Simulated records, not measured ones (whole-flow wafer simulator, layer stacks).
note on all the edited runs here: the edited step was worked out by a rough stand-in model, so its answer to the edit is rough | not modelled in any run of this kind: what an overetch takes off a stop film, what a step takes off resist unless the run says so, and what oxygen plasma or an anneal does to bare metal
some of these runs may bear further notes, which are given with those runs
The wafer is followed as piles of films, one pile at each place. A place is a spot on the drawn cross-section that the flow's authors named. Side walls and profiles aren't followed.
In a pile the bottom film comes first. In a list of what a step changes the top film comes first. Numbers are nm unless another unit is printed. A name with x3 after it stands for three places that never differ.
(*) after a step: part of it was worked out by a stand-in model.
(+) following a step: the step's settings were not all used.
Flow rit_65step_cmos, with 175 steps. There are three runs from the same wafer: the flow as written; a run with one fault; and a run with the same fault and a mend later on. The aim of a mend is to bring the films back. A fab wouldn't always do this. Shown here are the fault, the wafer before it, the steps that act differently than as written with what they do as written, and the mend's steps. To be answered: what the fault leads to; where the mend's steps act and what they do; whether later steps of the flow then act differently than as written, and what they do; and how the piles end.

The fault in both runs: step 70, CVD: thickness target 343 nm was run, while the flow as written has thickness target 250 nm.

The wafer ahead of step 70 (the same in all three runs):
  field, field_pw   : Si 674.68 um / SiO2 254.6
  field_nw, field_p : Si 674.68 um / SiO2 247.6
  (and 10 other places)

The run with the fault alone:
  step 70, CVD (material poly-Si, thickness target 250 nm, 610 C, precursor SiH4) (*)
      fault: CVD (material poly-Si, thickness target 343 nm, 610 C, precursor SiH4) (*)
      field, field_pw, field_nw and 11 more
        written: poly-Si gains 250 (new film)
        fault: poly-Si gains 343 (new film)
  Later steps of the flow acting differently than as written (not shown: 7 more steps that differ only slightly, by at most 2% or 0.5 nm, whichever is larger):
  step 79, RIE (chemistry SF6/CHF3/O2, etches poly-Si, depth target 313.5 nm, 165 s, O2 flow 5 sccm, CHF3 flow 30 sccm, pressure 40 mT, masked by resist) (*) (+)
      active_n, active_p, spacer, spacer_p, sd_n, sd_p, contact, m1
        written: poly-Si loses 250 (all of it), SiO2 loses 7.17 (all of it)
        fault: poly-Si loses 313.5
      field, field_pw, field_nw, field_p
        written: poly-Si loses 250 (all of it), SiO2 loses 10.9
        fault: poly-Si loses 313.5
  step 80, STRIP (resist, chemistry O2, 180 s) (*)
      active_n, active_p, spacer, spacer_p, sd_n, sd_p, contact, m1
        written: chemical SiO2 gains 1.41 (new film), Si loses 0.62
        fault: chemical SiO2 gains 1.41 (new film), poly-Si loses 0.62
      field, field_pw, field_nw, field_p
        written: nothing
        fault: chemical SiO2 gains 1.41 (new film), poly-Si loses 0.62
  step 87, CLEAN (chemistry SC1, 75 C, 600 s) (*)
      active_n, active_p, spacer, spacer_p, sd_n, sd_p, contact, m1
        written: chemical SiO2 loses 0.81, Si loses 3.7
        fault: chemical SiO2 loses 0.81, poly-Si loses 3.7
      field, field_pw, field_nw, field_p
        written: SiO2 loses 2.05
        fault: chemical SiO2 loses 0.81, poly-Si loses 3.7
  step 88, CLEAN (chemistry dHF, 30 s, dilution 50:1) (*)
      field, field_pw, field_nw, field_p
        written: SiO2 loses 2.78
        fault: chemical SiO2 loses 0.6 (all of it)
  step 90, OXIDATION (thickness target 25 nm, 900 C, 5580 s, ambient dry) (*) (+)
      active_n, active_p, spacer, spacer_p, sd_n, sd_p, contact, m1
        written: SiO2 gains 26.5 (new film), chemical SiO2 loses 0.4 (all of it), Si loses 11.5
        fault: SiO2 gains 28.9 (new film), chemical SiO2 loses 0.4 (all of it), poly-Si loses 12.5
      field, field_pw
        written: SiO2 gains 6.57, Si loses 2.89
        fault: SiO2 gains 28.9 (new film), chemical SiO2 loses 0.4 (all of it), poly-Si loses 12.5
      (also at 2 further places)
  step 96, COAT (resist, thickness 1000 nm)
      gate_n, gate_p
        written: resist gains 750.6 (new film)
        fault: resist gains 701 (new film)
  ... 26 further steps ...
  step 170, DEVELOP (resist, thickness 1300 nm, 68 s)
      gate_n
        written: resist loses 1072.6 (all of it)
        fault: resist loses 1023.4 (all of it)
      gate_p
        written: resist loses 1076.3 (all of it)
        fault: resist loses 1027 (all of it)
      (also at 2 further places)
  The piles end different from the flow's at field, field_pw, field_nw, field_p, gate_n, gate_p, spacer, spacer_p by more than 2% or 0.5 nm, whichever is larger.
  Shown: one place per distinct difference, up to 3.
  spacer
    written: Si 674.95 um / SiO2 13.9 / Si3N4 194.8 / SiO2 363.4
    fault: Si 674.97 um / SiO2 7.17 / poly-Si 12.5 / SiO2 16.3 / Si3N4 249.8 / SiO2 363.4
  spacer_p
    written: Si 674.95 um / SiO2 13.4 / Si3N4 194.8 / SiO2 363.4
    fault: Si 674.97 um / SiO2 7.17 / poly-Si 12.5 / SiO2 15.7 / Si3N4 249.8 / SiO2 363.4
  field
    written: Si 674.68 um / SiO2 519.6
    fault: Si 674.68 um / SiO2 563.7

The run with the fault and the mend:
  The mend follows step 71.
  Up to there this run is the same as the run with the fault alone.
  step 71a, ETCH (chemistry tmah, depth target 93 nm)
      field, field_pw, field_nw and 11 more
        poly-Si loses 93
  Later steps of the flow that are run all act as written at every place that is followed.
  At every place that both follow, the piles at the end match the flow's.
